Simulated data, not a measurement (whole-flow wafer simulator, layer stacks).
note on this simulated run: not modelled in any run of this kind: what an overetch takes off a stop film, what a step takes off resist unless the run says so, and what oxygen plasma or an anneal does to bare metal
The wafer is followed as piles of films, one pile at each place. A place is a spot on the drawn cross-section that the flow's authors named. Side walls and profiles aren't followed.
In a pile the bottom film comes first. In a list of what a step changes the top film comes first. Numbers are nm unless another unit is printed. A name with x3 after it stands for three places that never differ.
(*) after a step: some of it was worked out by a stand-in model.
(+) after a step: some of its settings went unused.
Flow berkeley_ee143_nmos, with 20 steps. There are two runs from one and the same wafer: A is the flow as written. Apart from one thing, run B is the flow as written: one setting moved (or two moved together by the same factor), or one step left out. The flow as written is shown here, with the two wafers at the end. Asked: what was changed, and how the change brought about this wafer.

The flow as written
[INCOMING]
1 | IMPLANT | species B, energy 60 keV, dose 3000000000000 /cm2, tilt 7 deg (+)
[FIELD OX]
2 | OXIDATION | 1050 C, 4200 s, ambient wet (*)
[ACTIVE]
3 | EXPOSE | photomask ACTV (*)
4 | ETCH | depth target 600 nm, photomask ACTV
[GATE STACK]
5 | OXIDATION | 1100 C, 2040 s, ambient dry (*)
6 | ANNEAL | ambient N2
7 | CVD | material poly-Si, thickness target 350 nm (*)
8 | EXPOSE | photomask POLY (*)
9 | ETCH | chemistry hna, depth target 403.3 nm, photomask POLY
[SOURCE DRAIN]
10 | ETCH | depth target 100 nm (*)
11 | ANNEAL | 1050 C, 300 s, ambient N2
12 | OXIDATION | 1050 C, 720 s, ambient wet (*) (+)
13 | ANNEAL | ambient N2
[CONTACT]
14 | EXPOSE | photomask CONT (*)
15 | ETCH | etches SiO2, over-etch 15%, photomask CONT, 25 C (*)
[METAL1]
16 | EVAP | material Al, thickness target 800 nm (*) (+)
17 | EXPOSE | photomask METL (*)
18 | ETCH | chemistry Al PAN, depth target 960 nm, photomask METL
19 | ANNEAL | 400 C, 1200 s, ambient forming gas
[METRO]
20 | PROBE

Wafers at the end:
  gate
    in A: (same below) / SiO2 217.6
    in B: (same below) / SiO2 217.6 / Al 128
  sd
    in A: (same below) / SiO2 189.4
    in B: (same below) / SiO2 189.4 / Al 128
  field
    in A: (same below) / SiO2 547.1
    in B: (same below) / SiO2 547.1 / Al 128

What caused this: step 18, ETCH: depth target 672 nm was run, whereas the flow has depth target 960 nm.

The path from the change to this, step by step:
  18 | ETCH | chemistry Al PAN, depth target 960 nm, photomask METL
      gate, sd, field: A Al loses 800 (all of it) | B Al loses 672
Taking metal films that touch as one body, gate has 1 body; the flow as written gives 0 bodies.
Taking metal films that touch as one body, sd has 1 body; the flow as written gives 0 bodies.
Taking metal films that touch as one body, field has 1 body; the flow as written gives 0 bodies.
